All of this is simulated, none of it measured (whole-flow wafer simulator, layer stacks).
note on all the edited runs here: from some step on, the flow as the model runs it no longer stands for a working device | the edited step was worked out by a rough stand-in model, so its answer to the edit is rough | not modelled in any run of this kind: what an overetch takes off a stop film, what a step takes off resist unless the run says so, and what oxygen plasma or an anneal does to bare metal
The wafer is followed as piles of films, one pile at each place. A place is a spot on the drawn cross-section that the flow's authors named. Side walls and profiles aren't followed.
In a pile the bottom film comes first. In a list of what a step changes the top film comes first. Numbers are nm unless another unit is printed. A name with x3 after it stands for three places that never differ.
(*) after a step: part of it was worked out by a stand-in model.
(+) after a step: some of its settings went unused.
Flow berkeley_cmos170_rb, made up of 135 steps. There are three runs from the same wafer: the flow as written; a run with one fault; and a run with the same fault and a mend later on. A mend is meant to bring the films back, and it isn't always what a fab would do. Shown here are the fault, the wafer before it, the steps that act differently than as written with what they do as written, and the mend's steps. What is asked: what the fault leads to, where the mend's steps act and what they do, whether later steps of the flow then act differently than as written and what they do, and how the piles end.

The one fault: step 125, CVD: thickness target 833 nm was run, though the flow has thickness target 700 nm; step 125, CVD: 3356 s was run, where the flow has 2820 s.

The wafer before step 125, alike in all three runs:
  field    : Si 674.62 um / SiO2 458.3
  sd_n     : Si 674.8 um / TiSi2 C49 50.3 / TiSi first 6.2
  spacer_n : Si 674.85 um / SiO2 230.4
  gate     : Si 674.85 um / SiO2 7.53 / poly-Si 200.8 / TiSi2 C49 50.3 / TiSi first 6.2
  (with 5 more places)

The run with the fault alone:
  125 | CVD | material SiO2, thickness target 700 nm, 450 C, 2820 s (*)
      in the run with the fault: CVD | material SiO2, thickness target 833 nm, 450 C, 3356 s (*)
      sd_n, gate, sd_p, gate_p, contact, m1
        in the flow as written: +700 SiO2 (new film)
        in the run with the fault: +833 SiO2 (new film)
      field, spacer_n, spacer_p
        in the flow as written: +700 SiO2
        in the run with the fault: +833 SiO2
  Steps further on in the flow that do not act as written (3 more steps, not shown, differ only slightly: by at most 2% or 0.5 nm, whichever is larger):
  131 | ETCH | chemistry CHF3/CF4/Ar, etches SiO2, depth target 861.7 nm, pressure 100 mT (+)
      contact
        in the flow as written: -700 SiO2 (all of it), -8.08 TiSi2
        in the run with the fault: -833 SiO2 (all of it), -1.43 TiSi2
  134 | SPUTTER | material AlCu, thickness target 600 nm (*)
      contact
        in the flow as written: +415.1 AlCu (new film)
        in the run with the fault: +385.4 AlCu (new film)
  At field, sd_n, spacer_n and 6 more, the piles at the end differ from the flow's by more than 2% or 0.5 nm, whichever is larger.
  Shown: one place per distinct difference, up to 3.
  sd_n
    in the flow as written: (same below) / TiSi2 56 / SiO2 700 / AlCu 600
    in the run with the fault: (same below) / TiSi2 56 / SiO2 833 / AlCu 600
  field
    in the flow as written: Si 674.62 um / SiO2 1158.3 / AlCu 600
    in the run with the fault: Si 674.62 um / SiO2 1291.3 / AlCu 600
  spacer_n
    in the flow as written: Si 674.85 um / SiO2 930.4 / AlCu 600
    in the run with the fault: Si 674.85 um / SiO2 1063.4 / AlCu 600

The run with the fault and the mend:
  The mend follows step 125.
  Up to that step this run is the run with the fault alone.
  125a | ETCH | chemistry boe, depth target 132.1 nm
      field, sd_n, spacer_n and 6 more
        -132.1 SiO2
  Later steps of the flow that are run all act as written at every place that is followed, up to a difference of at most 2% or 0.5 nm, whichever is larger.
  When the end is reached, the piles differ only a little from the flow's at the places that both follow, at most by 2% or 0.5 nm, whichever is larger.
